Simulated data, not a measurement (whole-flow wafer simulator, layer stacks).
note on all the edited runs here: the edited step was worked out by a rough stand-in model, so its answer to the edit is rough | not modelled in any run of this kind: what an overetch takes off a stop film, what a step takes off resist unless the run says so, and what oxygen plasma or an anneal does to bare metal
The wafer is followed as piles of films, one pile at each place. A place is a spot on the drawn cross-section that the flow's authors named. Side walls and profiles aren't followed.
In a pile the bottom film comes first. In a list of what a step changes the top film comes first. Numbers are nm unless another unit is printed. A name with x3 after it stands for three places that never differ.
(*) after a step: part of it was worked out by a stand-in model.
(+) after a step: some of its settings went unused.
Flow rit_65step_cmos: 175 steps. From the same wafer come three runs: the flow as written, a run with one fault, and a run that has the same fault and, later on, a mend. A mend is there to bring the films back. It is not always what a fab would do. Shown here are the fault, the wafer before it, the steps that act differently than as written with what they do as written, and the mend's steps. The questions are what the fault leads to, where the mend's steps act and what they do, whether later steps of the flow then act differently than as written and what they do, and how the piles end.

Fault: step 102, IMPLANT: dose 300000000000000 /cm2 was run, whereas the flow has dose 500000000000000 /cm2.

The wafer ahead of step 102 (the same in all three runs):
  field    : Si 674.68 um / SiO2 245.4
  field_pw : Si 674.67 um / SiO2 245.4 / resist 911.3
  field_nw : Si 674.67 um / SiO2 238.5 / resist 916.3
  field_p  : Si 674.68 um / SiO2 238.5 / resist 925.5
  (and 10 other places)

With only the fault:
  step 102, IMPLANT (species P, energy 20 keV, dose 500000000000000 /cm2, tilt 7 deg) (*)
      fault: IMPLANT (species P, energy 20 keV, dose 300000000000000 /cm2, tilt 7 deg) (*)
      at every place that is followed, does what it does as written
  Steps further on in the flow that do not act as written (22 more steps, not shown, differ only slightly: by at most 2% or 0.5 nm, whichever is larger):
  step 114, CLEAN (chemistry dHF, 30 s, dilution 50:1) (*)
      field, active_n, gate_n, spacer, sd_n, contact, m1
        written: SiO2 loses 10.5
        fault: SiO2 loses 9.38
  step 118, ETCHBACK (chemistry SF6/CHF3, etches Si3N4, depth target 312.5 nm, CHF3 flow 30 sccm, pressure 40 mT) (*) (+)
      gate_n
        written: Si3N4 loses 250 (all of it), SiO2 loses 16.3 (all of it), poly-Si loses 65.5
        fault: Si3N4 loses 250 (all of it), SiO2 loses 17.5 (all of it), poly-Si loses 63.2
  At spacer, the piles at the end differ from the flow's by more than 2% or 0.5 nm, whichever is larger.
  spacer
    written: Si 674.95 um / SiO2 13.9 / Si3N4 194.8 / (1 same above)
    fault: Si 674.95 um / SiO2 15.1 / Si3N4 194.8 / (1 same above)

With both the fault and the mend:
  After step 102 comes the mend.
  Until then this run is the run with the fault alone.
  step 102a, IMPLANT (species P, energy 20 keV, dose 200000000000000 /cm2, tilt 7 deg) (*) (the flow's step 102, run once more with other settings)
      leaves every film unchanged at each place that is followed
  None of the later steps of the flow acts differently than as written at any place that is followed.
  By the end, the piles equal the flow's at every place that both follow.
